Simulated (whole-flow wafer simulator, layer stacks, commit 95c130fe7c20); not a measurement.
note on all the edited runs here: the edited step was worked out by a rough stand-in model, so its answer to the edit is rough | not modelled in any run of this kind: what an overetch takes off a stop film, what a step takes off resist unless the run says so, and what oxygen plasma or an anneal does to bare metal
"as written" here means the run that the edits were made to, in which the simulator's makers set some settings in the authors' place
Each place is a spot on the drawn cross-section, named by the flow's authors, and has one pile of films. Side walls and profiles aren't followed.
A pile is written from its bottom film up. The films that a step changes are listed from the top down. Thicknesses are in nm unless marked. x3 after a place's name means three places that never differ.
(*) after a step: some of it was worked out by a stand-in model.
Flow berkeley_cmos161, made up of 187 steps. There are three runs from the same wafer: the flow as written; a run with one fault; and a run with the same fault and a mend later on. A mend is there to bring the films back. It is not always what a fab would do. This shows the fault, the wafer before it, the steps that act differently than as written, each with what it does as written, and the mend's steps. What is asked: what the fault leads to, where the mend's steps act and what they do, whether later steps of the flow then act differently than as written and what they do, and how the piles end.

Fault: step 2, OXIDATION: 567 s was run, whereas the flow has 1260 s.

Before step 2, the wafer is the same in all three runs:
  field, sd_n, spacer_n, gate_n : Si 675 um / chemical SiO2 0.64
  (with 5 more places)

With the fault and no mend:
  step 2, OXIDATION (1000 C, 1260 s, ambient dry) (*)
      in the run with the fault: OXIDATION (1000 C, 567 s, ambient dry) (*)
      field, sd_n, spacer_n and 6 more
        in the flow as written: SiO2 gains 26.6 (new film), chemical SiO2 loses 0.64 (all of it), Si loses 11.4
        in the run with the fault: SiO2 gains 17.5 (new film), chemical SiO2 loses 0.64 (all of it), Si loses 7.41
  Steps later in the flow that act otherwise than as written:
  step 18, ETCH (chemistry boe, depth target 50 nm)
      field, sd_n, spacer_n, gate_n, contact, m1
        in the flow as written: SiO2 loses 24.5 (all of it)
        in the run with the fault: SiO2 loses 15.3 (all of it)
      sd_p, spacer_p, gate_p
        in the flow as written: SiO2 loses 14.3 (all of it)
        in the run with the fault: SiO2 loses 5.14 (all of it)
  At the end the piles are close to the flow's at the places that both follow, differing by at most 2% or 0.5 nm, whichever is larger.

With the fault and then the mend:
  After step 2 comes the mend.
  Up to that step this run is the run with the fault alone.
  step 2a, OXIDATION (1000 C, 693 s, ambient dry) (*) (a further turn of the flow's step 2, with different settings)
      field, sd_n, spacer_n and 6 more
        SiO2 gains 9.16, Si loses 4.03
  None of the later steps of the flow acts differently than as written at any place that is followed.
  At every place that both follow, the piles at the end match the flow's.
